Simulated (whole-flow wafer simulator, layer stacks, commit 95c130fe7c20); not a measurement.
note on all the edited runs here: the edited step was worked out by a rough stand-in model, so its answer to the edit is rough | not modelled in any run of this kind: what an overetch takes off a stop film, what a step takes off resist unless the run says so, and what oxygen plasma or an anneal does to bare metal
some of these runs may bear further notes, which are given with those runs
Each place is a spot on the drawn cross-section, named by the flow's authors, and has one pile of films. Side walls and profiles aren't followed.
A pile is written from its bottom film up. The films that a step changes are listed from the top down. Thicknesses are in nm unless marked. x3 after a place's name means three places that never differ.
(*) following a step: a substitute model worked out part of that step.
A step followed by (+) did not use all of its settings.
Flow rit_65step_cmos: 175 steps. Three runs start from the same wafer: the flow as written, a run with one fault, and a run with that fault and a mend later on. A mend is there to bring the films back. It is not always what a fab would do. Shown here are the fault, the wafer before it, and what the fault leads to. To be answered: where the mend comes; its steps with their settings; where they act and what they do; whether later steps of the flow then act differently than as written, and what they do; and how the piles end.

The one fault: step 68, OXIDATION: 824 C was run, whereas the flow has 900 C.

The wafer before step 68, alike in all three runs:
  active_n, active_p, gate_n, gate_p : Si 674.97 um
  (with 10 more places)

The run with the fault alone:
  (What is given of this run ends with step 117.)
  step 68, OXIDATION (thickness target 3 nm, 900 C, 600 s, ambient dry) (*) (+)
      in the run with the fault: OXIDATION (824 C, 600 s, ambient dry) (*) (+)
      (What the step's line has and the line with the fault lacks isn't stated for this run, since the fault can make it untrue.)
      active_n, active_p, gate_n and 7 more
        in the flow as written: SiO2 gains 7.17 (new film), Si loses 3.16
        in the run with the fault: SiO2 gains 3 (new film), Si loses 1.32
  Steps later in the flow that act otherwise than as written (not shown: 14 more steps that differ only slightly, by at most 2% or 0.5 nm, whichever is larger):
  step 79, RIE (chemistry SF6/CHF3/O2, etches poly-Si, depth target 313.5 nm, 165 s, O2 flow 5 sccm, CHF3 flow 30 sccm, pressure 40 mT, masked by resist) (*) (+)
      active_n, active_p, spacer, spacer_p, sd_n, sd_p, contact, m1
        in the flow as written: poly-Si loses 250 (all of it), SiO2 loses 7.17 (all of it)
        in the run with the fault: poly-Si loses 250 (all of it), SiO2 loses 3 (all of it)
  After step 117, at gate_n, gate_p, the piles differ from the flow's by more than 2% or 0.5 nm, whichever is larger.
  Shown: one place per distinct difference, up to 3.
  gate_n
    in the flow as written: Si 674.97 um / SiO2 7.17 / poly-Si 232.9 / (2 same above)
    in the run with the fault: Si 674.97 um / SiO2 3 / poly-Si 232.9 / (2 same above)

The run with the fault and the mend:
  The mend stands after step 69.
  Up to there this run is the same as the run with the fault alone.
  step 69a, OXIDATION (900 C, 488.4 s, ambient dry) (*) (+) (a further turn of the flow's step 68, with different settings)
      active_n, active_p, gate_n and 7 more
        SiO2 gains 4, Si loses 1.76
  None of the later steps of the flow differs from how it acts as written, at any place that is followed, by more than 2% or 0.5 nm, whichever is larger.
  At the end the piles are close to the flow's at the places that both follow, differing by at most 2% or 0.5 nm, whichever is larger.
